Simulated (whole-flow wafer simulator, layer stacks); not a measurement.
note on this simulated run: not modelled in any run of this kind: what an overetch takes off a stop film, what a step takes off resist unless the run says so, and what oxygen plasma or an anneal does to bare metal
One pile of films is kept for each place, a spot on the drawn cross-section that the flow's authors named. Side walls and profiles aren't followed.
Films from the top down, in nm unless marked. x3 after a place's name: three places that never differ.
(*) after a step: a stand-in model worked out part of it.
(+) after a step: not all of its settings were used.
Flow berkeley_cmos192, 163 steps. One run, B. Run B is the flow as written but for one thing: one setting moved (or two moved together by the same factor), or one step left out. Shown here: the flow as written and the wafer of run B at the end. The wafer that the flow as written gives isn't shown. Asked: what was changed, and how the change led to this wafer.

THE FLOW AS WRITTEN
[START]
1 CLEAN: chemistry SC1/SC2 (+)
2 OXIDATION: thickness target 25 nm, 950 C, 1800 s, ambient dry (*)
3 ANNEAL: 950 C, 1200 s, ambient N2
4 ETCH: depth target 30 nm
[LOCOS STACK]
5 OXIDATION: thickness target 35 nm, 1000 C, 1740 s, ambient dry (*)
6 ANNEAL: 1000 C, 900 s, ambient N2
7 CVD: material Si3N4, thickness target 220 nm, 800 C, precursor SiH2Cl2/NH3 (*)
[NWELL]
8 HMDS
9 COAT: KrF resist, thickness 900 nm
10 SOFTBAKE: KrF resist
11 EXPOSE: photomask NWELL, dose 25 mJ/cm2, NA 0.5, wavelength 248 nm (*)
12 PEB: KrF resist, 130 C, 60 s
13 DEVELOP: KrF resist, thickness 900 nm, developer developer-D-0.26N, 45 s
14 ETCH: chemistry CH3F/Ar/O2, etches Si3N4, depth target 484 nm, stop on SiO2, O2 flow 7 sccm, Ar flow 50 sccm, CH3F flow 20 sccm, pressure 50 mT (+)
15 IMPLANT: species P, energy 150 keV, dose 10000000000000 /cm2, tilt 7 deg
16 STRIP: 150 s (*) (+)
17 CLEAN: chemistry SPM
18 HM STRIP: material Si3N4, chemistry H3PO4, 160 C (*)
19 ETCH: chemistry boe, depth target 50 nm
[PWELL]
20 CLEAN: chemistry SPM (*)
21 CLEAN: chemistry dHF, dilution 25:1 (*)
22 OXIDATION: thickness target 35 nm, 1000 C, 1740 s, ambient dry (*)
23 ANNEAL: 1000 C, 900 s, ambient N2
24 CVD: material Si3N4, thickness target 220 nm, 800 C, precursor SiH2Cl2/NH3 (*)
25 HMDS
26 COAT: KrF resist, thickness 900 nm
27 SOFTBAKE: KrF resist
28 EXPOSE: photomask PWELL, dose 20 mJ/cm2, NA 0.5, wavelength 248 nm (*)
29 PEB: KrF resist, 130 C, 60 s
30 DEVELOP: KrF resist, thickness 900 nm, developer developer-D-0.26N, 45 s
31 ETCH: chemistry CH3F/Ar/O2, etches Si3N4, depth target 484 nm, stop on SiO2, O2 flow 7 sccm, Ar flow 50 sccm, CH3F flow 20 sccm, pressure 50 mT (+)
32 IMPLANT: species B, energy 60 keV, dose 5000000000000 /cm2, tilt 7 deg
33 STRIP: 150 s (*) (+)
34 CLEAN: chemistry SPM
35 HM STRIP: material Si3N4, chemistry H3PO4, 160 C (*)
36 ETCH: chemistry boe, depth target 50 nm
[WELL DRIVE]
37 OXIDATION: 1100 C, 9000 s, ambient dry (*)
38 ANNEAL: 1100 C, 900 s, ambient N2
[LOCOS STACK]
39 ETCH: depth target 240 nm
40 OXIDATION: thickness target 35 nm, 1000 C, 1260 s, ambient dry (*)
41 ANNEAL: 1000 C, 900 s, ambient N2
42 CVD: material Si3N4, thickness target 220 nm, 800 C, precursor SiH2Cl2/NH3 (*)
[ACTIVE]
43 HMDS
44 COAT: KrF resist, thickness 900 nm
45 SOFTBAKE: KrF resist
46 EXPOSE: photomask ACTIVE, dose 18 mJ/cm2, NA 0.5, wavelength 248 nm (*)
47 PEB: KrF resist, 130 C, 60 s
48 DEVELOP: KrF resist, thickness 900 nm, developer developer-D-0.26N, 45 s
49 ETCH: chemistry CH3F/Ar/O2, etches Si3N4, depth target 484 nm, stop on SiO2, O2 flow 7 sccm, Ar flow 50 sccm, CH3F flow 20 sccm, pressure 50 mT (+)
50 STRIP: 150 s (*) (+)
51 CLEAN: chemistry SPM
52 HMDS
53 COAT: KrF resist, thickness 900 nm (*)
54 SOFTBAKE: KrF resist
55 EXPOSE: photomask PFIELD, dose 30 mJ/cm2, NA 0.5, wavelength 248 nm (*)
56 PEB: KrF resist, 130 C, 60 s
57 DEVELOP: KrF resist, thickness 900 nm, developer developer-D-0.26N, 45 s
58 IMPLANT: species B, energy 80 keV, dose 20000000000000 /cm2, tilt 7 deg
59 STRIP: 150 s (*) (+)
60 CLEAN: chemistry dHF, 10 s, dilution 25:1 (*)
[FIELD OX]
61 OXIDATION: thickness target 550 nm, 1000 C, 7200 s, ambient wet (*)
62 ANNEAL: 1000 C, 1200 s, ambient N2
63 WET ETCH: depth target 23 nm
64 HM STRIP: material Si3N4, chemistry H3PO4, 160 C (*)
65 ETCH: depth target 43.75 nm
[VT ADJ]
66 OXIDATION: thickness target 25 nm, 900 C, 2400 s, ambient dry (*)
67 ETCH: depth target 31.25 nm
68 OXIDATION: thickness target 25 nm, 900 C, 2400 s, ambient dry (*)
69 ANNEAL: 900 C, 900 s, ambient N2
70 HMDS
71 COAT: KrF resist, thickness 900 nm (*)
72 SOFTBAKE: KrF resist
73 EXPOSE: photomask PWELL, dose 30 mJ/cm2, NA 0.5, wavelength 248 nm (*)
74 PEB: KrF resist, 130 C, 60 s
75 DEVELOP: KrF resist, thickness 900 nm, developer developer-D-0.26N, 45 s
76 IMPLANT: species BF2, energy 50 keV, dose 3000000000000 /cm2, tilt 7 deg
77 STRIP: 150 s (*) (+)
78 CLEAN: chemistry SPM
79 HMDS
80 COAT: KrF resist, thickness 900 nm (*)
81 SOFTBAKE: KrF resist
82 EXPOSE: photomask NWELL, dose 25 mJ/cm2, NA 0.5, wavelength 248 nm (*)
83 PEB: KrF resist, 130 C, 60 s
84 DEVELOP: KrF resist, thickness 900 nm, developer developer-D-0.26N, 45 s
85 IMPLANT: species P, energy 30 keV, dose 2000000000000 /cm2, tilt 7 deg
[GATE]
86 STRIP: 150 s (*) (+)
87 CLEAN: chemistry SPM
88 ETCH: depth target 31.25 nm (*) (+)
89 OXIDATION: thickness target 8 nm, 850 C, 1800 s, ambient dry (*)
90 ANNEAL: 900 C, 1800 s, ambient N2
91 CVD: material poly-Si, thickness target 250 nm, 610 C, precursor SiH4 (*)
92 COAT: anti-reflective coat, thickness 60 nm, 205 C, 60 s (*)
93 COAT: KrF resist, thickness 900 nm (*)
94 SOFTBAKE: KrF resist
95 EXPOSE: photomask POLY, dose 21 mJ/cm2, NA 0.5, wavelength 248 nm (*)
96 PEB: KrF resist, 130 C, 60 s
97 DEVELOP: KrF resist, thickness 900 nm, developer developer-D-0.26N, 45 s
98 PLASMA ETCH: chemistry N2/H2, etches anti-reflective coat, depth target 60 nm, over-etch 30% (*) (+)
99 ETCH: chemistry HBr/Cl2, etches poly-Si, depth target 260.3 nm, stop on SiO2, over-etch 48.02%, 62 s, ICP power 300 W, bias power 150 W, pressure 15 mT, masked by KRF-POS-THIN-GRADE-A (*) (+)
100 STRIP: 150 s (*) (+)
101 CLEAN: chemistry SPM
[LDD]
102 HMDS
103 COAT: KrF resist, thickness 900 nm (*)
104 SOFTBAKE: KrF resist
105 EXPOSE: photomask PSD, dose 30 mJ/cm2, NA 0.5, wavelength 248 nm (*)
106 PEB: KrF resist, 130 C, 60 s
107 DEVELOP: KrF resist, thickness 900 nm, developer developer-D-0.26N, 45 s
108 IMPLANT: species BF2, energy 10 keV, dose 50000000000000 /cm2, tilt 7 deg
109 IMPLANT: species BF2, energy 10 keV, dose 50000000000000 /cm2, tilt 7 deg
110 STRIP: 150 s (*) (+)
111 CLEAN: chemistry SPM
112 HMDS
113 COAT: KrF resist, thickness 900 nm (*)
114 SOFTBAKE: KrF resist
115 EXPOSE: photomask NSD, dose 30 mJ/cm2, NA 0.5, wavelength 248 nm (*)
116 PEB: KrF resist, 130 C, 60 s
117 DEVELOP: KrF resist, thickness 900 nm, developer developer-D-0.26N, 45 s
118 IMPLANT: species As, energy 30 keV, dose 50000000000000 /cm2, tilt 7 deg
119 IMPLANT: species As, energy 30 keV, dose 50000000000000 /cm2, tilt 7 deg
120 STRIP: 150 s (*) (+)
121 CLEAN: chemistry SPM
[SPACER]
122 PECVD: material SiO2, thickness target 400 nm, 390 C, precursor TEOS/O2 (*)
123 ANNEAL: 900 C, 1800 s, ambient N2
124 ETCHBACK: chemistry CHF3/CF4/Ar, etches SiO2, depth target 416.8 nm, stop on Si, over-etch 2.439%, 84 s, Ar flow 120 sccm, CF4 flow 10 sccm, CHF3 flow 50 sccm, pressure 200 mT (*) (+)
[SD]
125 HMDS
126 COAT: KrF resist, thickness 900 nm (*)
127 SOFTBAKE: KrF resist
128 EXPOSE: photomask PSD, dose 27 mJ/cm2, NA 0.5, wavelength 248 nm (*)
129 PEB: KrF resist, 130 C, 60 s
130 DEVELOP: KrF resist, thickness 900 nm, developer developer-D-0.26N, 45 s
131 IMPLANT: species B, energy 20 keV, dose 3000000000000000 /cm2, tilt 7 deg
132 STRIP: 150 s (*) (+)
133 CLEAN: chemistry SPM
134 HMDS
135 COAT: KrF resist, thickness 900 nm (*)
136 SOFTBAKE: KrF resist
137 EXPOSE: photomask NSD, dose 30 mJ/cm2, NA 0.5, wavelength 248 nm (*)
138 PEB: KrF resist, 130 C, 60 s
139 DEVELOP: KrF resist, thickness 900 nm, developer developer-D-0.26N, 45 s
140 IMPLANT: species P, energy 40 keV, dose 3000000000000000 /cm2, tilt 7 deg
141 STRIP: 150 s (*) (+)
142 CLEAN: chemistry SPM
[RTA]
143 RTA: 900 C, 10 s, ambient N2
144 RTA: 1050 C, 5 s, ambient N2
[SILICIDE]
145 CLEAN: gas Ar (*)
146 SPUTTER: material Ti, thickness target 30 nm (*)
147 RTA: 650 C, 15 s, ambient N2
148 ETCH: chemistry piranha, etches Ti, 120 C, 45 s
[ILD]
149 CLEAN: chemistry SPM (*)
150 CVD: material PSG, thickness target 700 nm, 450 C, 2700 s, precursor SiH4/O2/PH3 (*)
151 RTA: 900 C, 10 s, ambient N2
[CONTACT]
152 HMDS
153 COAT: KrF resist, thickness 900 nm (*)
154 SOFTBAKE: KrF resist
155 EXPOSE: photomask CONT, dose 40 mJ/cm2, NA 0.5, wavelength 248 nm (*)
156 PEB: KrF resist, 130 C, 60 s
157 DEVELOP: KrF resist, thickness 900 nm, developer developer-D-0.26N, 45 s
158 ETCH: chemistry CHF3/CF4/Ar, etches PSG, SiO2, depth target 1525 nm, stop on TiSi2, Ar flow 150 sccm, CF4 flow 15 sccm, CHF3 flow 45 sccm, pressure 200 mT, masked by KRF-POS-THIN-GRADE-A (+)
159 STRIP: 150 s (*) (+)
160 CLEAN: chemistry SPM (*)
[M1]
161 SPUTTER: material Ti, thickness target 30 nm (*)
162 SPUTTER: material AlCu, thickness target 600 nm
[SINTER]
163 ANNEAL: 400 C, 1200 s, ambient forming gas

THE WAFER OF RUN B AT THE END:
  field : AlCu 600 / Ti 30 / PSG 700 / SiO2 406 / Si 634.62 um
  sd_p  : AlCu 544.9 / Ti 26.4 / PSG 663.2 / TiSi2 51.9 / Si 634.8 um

The cause: step 63, WET ETCH: depth target 12 nm was run, where the flow has depth target 23 nm.

How the change led to this, step by step:
  63 WET ETCH: depth target 23 nm
      field: SiO2 -12 (as written it would be: SiO2 -23)
  92 COAT: anti-reflective coat, thickness 60 nm, 205 C, 60 s (*)
      sd_n: anti-reflective coat +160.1 (new film) (as written it would be: anti-reflective coat +152.4 (new film))
      spacer_n: anti-reflective coat +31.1 (new film) (as written it would be: anti-reflective coat +33.8 (new film))
      (and at 5 more places)
  98 PLASMA ETCH: chemistry N2/H2, etches anti-reflective coat, depth target 60 nm, over-etch 30% (*) (+)
      sd_n: anti-reflective coat -160.1 (all of it), poly-Si -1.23 (as written it would be: anti-reflective coat -152.4 (all of it), poly-Si -1.17)
      spacer_n: anti-reflective coat -31.1 (all of it), poly-Si -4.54 (as written it would be: anti-reflective coat -33.8 (all of it), poly-Si -4.21)
      (and at 3 more places)
  100 STRIP: 150 s (*) (+)
      gate: chemical SiO2 +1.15 (new film), KrF resist -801 (all of it), anti-reflective coat -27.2 (all of it), poly-Si -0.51 (as written it would be: chemical SiO2 +1.15 (new film), KrF resist -791.8 (all of it), anti-reflective coat -30 (all of it), poly-Si -0.51)
      gate_p: chemical SiO2 +1.15 (new film), KrF resist -771.2 (all of it), anti-reflective coat -29 (all of it), poly-Si -0.51 (as written it would be: chemical SiO2 +1.15 (new film), KrF resist -765.1 (all of it), anti-reflective coat -31 (all of it), poly-Si -0.51)
